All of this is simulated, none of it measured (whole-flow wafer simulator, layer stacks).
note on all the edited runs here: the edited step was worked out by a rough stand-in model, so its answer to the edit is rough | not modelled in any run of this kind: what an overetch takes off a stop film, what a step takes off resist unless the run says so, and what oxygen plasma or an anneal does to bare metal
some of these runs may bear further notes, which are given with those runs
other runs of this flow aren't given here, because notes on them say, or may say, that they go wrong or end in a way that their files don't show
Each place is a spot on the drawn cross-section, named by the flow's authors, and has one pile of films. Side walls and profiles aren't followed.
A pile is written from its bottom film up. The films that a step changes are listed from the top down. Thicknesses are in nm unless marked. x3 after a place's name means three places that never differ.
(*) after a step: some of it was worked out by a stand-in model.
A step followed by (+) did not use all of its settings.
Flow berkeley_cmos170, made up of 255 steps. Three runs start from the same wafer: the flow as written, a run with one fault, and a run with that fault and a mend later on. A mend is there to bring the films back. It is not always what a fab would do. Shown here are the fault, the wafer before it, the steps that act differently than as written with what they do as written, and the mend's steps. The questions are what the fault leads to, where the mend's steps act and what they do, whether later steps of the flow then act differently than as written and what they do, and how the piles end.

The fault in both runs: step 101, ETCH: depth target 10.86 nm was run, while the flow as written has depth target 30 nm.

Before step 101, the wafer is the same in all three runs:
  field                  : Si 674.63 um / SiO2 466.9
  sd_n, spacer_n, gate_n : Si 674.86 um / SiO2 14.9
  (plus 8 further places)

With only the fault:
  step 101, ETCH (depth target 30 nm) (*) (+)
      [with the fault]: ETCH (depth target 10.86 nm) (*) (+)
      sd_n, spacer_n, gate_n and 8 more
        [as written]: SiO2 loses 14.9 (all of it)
        [with the fault]: SiO2 loses 10.9
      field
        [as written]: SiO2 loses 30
        [with the fault]: SiO2 loses 10.9
  Later steps of the flow acting differently than as written (34 more steps, not shown, differ only slightly: by at most 2% or 0.5 nm, whichever is larger):
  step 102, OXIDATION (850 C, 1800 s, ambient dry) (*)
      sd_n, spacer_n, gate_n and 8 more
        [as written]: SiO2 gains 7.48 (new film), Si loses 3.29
        [with the fault]: SiO2 gains 5.39, Si loses 2.37
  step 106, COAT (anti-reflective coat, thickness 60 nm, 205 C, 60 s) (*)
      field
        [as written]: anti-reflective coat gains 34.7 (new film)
        [with the fault]: anti-reflective coat gains 35.6 (new film)
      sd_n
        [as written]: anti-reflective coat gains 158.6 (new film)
        [with the fault]: anti-reflective coat gains 174.8 (new film)
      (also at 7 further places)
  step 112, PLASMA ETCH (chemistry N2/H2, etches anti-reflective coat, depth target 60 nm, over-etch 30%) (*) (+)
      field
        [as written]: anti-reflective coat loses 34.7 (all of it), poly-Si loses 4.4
        [with the fault]: anti-reflective coat loses 35.6 (all of it), poly-Si loses 4.92
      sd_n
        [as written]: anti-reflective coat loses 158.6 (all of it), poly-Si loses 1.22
        [with the fault]: anti-reflective coat loses 174.8 (all of it), poly-Si loses 1.34
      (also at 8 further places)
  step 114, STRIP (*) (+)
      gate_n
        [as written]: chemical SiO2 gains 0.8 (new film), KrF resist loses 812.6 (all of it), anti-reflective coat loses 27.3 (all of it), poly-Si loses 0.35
        [with the fault]: chemical SiO2 gains 0.8 (new film), KrF resist loses 827.8 (all of it), anti-reflective coat loses 23.4 (all of it), poly-Si loses 0.35
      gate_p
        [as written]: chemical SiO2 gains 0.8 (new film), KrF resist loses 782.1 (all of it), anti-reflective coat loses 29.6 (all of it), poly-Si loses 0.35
        [with the fault]: chemical SiO2 gains 0.8 (new film), KrF resist loses 790.4 (all of it), anti-reflective coat loses 27.6 (all of it), poly-Si loses 0.35
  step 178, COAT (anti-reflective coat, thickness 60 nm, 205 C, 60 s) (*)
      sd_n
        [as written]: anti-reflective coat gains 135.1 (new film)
        [with the fault]: anti-reflective coat gains 146.8 (new film)
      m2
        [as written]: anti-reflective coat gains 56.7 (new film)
        [with the fault]: anti-reflective coat gains 54.3 (new film)
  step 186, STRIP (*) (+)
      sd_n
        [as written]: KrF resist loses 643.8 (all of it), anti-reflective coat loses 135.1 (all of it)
        [with the fault]: KrF resist loses 641.7 (all of it), anti-reflective coat loses 146.8 (all of it)
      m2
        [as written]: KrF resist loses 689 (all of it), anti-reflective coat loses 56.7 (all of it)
        [with the fault]: KrF resist loses 695.9 (all of it), anti-reflective coat loses 54.3 (all of it)
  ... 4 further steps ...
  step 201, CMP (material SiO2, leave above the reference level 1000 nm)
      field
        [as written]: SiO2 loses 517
        [with the fault]: SiO2 loses 535.2
  At field, gate_n, gate_p, the piles at the end differ from the flow's by more than 2% or 0.5 nm, whichever is larger.
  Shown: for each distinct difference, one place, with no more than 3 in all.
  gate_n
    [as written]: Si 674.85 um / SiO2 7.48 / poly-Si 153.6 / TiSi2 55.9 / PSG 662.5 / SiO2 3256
    [with the fault]: Si 674.85 um / SiO2 9.47 / poly-Si 153.6 / TiSi2 55.9 / PSG 662.5 / SiO2 3254
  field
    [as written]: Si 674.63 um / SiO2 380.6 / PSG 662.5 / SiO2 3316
    [with the fault]: Si 674.63 um / SiO2 399.7 / PSG 662.5 / SiO2 3297.8

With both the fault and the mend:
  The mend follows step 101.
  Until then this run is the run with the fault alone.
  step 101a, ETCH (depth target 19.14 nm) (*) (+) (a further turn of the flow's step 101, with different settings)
      sd_n, spacer_n, gate_n and 8 more
        SiO2 loses 4.08 (all of it)
      field
        SiO2 loses 19.1
  None of the later steps of the flow acts differently than as written at any place that is followed.
  By the end, the piles equal the flow's at every place that both follow.
